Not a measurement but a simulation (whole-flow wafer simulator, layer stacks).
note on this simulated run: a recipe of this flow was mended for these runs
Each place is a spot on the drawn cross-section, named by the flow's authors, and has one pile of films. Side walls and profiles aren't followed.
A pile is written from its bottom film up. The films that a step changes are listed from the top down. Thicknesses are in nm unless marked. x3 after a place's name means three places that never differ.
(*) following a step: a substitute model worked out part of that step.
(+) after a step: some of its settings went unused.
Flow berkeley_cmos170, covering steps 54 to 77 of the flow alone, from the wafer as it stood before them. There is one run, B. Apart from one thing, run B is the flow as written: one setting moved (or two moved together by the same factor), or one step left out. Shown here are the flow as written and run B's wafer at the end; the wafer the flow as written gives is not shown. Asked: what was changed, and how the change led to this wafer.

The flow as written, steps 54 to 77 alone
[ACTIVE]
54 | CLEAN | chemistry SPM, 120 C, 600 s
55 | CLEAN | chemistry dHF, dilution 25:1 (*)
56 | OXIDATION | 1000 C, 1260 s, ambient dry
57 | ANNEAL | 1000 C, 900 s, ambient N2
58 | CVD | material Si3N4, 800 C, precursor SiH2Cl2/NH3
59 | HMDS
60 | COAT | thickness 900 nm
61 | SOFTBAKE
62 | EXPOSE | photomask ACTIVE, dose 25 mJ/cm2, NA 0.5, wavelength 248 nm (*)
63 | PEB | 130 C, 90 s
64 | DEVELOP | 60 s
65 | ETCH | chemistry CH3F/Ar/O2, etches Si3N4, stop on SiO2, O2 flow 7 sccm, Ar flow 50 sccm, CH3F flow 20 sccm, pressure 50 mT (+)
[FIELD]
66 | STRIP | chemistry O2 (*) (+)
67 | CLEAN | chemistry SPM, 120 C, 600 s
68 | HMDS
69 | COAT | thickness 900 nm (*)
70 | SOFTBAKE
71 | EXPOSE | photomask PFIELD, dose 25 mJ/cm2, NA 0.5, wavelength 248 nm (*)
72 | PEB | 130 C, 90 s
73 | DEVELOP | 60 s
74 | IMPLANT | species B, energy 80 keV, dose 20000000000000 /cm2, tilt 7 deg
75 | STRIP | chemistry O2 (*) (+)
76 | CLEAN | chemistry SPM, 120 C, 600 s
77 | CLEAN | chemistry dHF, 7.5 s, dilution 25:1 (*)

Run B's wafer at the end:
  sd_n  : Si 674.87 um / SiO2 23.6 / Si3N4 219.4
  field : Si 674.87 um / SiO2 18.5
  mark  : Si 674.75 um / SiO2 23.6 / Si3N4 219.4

The reason: step 56, OXIDATION: 1008 s was run, while the flow as written has 1260 s.

How this came from the change, step by step:
  56 | OXIDATION | 1000 C, 1260 s, ambient dry
      field, mark, sd_n and 10 more: +23.6 SiO2 (new film), -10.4 Si (it would be, as written: +26.6 SiO2 (new film), -11.7 Si)
